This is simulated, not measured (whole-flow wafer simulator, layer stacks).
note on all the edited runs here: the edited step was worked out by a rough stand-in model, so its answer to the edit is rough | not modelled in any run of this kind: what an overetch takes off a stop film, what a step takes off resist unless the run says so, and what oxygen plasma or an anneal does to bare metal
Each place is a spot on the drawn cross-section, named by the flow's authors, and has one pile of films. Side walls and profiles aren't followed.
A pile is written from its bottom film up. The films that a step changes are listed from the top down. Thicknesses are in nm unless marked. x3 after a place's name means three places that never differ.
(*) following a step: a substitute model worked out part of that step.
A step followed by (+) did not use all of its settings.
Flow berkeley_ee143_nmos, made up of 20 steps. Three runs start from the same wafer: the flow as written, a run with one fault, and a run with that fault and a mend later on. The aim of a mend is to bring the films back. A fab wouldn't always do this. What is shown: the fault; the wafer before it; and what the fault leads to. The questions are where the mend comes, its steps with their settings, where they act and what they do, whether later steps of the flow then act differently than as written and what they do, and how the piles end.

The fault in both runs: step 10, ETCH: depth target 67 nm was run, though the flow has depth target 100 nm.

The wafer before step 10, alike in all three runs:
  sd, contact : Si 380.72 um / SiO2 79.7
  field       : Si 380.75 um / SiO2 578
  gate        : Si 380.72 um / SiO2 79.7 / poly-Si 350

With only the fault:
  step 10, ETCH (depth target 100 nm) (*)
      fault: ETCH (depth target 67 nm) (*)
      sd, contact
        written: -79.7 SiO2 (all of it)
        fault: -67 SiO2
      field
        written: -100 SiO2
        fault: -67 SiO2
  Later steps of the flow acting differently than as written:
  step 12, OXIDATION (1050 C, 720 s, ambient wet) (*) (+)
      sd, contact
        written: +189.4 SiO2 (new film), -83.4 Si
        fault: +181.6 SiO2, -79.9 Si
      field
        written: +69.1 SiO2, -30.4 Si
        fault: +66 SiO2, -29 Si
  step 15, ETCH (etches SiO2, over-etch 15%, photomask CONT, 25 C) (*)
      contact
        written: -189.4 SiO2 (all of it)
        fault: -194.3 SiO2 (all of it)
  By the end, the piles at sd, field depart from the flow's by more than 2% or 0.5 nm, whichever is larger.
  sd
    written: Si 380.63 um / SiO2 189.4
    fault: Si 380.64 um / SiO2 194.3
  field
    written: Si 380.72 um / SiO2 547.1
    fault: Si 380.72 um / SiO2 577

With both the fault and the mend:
  The mend stands after step 10.
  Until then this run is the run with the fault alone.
  step 10a, ETCH (depth target 33 nm) (*) (the flow's step 10 again, with other settings)
      sd, contact
        -12.7 SiO2 (all of it)
      field
        -33 SiO2
  Every later step of the flow that is run acts as written at every place that is followed.
  The piles end the same as the flow's at every place that both follow.
